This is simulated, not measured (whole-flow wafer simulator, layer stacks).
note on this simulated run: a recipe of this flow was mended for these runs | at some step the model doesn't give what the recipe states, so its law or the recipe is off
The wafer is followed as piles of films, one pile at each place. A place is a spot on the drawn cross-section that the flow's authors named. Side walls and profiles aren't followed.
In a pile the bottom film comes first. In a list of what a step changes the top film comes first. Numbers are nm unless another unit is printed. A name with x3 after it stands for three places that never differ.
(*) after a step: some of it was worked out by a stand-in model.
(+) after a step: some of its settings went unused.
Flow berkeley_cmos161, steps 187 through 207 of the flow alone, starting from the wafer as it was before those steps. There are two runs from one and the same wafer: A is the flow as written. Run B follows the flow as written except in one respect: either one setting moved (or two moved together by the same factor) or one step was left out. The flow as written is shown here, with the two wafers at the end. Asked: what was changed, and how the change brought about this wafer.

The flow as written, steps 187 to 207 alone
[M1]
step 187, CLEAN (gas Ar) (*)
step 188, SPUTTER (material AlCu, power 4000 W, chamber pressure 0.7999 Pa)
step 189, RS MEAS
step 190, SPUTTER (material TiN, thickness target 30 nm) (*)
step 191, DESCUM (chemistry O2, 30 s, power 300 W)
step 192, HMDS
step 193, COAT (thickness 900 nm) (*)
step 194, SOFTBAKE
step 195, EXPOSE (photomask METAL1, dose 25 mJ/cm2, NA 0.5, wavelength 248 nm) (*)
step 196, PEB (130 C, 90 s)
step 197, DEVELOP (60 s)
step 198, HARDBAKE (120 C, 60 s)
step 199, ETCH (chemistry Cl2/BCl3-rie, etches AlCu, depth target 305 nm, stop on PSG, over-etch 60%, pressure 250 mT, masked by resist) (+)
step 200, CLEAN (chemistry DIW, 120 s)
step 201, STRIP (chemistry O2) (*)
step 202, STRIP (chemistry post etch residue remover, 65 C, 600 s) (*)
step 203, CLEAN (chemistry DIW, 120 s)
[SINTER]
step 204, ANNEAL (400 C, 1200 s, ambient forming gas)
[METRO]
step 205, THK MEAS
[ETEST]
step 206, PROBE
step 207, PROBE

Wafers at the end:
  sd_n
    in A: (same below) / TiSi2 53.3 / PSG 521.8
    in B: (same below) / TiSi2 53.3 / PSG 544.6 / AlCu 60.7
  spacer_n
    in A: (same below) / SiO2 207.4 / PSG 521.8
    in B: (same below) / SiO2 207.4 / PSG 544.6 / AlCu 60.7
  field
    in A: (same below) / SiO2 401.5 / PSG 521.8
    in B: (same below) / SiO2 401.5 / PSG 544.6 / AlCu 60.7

What caused this: step 199, ETCH: depth target 152 nm was run, whereas the flow has depth target 305 nm.

The path from the change to this, step by step:
  step 199, ETCH (chemistry Cl2/BCl3-rie, etches AlCu, depth target 305 nm, stop on PSG, over-etch 60%, pressure 250 mT, masked by resist) (+)
      field, sd_n, spacer_n, gate_n, spacer_p, gate_p: A TiN loses 30 (all of it), AlCu loses 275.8 (all of it), PSG loses 22.8 | B TiN loses 30 (all of it), AlCu loses 213.2
      sd_p: A TiN loses 26.1 (all of it), AlCu loses 235.4 (all of it), PSG loses 28.3 | B TiN loses 26.1 (all of it), AlCu loses 217.1
      (also at 2 further places)
  step 201, STRIP (chemistry O2) (*)
      contact: A KrF-resist loses 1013 (all of it) | B KrF-resist loses 1135.4 (all of it)
      m1: A KrF-resist loses 537.5 (all of it) | B KrF-resist loses 659.9 (all of it)
  step 202, STRIP (chemistry post etch residue remover, 65 C, 600 s) (*)
      field, sd_n, spacer_n, gate_n, sd_p, spacer_p, gate_p: A nothing | B AlCu loses 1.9
With metal films that touch counted as one body, sd_n has 1 body; the flow as written gives 0 bodies.
With metal films that touch counted as one body, spacer_n has 1 body; the flow as written gives 0 bodies.
With metal films that touch counted as one body, field has 1 body; the flow as written gives 0 bodies.
